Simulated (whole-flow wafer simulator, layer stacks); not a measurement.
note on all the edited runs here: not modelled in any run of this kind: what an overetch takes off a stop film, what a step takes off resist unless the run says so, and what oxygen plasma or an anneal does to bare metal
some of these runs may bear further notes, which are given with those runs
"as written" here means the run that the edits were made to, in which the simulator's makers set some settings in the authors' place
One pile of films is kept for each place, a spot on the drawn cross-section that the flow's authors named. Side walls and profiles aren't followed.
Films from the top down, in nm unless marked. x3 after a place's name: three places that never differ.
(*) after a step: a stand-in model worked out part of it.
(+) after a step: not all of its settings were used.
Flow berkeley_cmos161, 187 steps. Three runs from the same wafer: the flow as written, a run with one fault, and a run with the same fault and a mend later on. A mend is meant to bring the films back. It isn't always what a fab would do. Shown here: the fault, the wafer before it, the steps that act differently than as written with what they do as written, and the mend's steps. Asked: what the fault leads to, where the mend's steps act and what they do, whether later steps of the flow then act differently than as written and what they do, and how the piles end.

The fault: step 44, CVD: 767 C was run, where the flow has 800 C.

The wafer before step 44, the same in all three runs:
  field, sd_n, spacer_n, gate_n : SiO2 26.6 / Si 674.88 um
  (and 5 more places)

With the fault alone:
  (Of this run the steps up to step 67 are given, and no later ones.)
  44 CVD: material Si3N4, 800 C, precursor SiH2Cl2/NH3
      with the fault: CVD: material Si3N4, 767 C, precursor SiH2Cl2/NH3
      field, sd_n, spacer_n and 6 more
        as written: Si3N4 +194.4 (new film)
        with the fault: Si3N4 +129.2 (new film)
  Later steps of the flow that act differently than as written (4 more steps differ only slightly, by at most 2% or 0.5 nm, whichever is larger, and aren't shown):
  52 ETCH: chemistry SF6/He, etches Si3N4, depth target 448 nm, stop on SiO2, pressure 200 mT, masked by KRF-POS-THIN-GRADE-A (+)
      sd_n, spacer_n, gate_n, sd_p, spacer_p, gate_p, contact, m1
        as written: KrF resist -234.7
        with the fault: KrF resist -163.8
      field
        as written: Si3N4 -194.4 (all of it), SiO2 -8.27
        with the fault: Si3N4 -129.2 (all of it), SiO2 -8.27
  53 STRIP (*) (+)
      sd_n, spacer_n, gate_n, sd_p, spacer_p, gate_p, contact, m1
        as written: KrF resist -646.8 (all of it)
        with the fault: KrF resist -717.7 (all of it)
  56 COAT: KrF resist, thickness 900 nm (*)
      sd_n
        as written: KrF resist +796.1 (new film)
        with the fault: KrF resist +829.3 (new film)
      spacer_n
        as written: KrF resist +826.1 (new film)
        with the fault: KrF resist +849.2 (new film)
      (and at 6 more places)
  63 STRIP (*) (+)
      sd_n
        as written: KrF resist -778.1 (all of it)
        with the fault: KrF resist -811.2 (all of it)
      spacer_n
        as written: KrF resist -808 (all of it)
        with the fault: KrF resist -830.9 (all of it)
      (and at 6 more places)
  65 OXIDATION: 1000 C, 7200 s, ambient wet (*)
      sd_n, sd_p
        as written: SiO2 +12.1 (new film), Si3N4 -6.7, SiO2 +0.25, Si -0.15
        with the fault: SiO2 +12.1 (new film), Si3N4 -6.7, SiO2 +2.99, Si -1.3
  After step 67 the piles differ from the flow's by more than 2% or 0.5 nm, whichever is larger, at sd_n, spacer_n, gate_n, sd_p, spacer_p, gate_p, contact, m1.
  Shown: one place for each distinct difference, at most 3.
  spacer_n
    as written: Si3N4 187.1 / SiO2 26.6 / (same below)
    with the fault: Si3N4 121.9 / SiO2 26.6 / (same below)
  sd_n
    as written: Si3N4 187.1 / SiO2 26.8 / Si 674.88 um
    with the fault: Si3N4 121.9 / SiO2 29.5 / Si 674.88 um

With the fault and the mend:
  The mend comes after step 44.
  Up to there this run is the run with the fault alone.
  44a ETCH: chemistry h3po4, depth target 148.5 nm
      field, sd_n, spacer_n and 6 more
        Si3N4 -129.2 (all of it)
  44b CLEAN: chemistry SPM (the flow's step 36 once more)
      changes no film at any place that is followed
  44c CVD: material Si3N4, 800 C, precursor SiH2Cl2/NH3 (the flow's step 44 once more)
      field, sd_n, spacer_n and 6 more
        Si3N4 +194.4 (new film)
  No later step of the flow acts differently than as written at any place that is followed.
  At the end the piles are the same as the flow's at every place that both follow.
